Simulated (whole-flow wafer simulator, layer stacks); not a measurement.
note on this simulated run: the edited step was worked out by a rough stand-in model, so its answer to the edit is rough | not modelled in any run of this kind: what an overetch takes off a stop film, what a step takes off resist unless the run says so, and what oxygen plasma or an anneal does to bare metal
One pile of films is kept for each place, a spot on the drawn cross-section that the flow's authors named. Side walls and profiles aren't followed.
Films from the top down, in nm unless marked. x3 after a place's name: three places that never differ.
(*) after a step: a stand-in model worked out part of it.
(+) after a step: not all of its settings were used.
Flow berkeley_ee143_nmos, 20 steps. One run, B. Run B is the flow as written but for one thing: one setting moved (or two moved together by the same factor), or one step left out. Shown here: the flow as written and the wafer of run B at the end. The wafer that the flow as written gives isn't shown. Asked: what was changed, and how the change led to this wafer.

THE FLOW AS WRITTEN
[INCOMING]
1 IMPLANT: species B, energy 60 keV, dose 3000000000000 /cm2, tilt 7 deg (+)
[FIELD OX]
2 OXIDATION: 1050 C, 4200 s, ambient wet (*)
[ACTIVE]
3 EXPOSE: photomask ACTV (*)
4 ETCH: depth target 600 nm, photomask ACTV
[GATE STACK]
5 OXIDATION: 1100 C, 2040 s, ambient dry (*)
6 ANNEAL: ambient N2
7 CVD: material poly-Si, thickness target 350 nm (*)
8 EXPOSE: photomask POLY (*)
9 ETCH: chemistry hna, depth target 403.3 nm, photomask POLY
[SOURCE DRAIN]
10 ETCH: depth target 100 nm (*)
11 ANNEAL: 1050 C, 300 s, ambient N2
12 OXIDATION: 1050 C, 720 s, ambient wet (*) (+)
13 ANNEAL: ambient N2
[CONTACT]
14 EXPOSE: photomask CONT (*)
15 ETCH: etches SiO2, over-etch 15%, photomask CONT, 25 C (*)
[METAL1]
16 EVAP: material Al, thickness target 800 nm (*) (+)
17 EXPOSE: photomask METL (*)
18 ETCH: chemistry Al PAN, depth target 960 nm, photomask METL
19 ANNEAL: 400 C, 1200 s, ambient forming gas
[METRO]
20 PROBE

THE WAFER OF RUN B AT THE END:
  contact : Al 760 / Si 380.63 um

The cause: step 16, EVAP: thickness target 760 nm was run, where the flow has thickness target 800 nm.
It can be read off the wafer: contact has Al 760, and step 16 as written asks for 800 nm.

How the change led to this, step by step:
  16 EVAP: material Al, thickness target 800 nm (*) (+)
      gate, sd, contact, field: Al +760 (new film) (as written it would be: Al +800 (new film))
  18 ETCH: chemistry Al PAN, depth target 960 nm, photomask METL
      gate, sd, field: Al -760 (all of it) (as written it would be: Al -800 (all of it))
